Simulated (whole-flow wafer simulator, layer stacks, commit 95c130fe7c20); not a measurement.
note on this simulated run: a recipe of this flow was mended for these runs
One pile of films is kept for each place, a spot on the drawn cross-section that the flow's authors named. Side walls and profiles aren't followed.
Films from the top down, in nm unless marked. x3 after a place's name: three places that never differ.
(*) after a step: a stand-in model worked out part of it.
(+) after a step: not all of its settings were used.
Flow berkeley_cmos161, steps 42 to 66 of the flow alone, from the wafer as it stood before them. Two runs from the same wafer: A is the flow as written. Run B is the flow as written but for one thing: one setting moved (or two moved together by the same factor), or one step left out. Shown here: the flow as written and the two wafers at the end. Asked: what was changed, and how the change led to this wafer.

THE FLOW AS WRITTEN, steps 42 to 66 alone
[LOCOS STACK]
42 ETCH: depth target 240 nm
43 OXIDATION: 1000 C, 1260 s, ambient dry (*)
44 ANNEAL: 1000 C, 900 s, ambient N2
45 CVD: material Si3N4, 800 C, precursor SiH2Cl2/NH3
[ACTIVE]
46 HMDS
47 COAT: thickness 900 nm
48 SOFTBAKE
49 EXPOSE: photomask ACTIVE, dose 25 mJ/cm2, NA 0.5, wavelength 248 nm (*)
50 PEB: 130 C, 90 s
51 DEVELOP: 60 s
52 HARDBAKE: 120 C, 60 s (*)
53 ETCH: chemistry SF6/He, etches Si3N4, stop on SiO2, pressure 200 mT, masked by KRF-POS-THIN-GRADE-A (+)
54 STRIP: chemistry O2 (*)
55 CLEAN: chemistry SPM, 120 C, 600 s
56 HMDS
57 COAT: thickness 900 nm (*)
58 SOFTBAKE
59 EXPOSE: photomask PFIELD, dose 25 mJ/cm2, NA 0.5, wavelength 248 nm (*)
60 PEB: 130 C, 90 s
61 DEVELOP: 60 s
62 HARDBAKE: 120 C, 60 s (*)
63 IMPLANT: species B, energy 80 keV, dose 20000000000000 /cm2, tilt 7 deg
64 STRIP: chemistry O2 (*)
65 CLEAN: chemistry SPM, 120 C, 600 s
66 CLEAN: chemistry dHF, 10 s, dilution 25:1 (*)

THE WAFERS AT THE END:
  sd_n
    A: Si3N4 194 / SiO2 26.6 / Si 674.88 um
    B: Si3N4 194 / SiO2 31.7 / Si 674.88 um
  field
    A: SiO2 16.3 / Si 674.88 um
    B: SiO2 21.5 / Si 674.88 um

The cause: step 43, OXIDATION: 1748 s was run, where the flow has 1260 s.

How the change led to this, step by step:
  43 OXIDATION: 1000 C, 1260 s, ambient dry (*)
      field, sd_n, spacer_n and 6 more: A SiO2 +26.6 (new film), Si -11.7 | B SiO2 +31.7 (new film), Si -14
